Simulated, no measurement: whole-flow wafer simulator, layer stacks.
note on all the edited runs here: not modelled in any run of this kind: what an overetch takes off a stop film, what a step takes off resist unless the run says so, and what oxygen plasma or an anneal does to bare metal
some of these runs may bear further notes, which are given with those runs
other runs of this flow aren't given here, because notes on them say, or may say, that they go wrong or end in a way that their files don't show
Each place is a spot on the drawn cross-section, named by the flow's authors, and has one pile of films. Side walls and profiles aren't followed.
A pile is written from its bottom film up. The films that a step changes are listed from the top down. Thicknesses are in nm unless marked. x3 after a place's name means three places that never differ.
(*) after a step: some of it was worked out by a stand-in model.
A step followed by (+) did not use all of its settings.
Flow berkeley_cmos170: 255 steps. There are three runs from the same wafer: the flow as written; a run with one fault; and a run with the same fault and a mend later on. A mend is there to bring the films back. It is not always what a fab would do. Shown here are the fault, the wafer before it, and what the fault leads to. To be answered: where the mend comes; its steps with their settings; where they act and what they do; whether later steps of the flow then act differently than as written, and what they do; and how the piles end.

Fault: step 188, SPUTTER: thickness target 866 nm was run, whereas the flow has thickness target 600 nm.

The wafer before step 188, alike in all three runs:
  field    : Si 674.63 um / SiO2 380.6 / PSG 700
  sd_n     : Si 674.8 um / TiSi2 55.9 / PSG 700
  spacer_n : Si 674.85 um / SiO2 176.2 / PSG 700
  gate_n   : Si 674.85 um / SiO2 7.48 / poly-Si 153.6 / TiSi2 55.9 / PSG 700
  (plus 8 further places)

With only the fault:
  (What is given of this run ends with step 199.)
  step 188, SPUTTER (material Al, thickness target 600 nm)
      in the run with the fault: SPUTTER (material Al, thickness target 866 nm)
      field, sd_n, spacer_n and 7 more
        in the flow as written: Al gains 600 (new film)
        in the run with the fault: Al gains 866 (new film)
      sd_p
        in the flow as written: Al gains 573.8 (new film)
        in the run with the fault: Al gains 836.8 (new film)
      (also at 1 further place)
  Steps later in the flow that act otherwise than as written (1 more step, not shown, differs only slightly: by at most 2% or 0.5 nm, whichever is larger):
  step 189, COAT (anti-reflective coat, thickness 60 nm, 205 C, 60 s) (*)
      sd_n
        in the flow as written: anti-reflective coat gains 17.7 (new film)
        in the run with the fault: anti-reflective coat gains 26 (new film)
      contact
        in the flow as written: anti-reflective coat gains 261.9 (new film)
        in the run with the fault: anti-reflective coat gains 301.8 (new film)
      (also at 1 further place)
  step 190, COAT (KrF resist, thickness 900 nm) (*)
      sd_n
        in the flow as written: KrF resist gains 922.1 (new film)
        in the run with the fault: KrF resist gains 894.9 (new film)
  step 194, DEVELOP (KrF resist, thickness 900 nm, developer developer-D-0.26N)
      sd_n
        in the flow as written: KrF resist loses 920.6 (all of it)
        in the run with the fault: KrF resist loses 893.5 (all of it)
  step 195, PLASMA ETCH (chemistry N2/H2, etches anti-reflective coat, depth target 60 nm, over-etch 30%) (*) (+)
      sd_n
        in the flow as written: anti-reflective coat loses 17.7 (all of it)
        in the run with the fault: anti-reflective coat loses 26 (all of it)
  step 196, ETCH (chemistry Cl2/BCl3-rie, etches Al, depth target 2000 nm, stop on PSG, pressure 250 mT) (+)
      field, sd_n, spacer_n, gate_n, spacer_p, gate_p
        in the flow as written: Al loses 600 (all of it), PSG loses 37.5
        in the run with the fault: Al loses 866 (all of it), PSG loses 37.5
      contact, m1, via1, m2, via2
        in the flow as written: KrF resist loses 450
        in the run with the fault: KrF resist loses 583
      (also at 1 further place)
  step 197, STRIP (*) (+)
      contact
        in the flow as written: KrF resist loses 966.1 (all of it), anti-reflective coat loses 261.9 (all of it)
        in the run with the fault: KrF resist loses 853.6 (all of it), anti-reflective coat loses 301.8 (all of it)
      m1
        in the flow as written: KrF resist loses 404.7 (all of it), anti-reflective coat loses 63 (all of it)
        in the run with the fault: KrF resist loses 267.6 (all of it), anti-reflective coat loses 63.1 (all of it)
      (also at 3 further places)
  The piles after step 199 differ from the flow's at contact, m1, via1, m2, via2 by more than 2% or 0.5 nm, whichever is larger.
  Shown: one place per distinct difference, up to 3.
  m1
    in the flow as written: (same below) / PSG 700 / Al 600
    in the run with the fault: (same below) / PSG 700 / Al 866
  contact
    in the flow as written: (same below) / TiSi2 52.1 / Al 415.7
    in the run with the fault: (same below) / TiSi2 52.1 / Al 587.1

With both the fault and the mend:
  The mend follows step 188.
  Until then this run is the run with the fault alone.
  step 188a, ETCH (chemistry al pan, depth target 995.8 nm)
      field, sd_n, spacer_n and 7 more
        Al loses 866 (all of it)
      sd_p
        Al loses 836.8 (all of it)
      contact
        Al loses 587.1 (all of it)
  step 188b, SPUTTER (material Al, thickness target 600 nm) (the flow's step 188 again)
      field, sd_n, spacer_n and 7 more
        Al gains 600 (new film)
      sd_p
        Al gains 573.8 (new film)
      contact
        Al gains 415.7 (new film)
  Later steps of the flow that are run all act as written at every place that is followed.
  By the end, the piles equal the flow's at every place that both follow.
